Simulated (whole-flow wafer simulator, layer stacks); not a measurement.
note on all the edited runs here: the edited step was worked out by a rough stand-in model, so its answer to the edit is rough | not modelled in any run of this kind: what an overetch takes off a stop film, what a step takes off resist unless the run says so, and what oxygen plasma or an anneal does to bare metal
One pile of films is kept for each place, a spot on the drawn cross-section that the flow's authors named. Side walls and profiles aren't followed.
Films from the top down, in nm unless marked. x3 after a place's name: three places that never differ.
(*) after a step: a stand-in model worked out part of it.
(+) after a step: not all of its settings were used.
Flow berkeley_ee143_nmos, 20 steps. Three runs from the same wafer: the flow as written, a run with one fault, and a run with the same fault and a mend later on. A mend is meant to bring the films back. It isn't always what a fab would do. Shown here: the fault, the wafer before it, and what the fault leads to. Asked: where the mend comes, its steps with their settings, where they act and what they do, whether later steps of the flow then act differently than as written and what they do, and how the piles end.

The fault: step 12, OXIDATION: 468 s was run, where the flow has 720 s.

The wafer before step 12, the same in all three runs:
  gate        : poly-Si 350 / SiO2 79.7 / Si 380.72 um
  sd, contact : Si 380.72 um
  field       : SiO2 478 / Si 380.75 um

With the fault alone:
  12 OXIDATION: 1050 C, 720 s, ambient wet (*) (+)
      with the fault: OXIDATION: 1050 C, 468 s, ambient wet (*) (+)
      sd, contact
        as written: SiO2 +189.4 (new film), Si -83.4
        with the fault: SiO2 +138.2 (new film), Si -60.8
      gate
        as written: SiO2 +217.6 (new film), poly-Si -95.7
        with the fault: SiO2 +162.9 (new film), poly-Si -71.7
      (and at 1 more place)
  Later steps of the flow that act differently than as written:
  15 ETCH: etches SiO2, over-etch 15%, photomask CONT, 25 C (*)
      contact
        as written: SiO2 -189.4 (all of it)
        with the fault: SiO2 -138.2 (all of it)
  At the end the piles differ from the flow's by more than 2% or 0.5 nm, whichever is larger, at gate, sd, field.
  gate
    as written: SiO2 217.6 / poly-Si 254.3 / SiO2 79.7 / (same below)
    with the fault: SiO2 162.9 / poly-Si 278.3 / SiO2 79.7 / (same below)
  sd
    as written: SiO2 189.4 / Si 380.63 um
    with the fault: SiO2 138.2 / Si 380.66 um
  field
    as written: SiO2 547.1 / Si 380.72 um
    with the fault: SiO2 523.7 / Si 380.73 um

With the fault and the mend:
  The mend comes after step 12.
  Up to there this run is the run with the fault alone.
  12a OXIDATION: 1050 C, 252 s, ambient wet (*) (+) (the flow's step 12 once more, with other settings)
      sd, contact
        SiO2 +51.3, Si -22.6
      gate
        SiO2 +54.7, poly-Si -24.1
      field
        SiO2 +23.4, Si -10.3
  No later step of the flow acts differently than as written at any place that is followed.
  At the end the piles are the same as the flow's at every place that both follow.
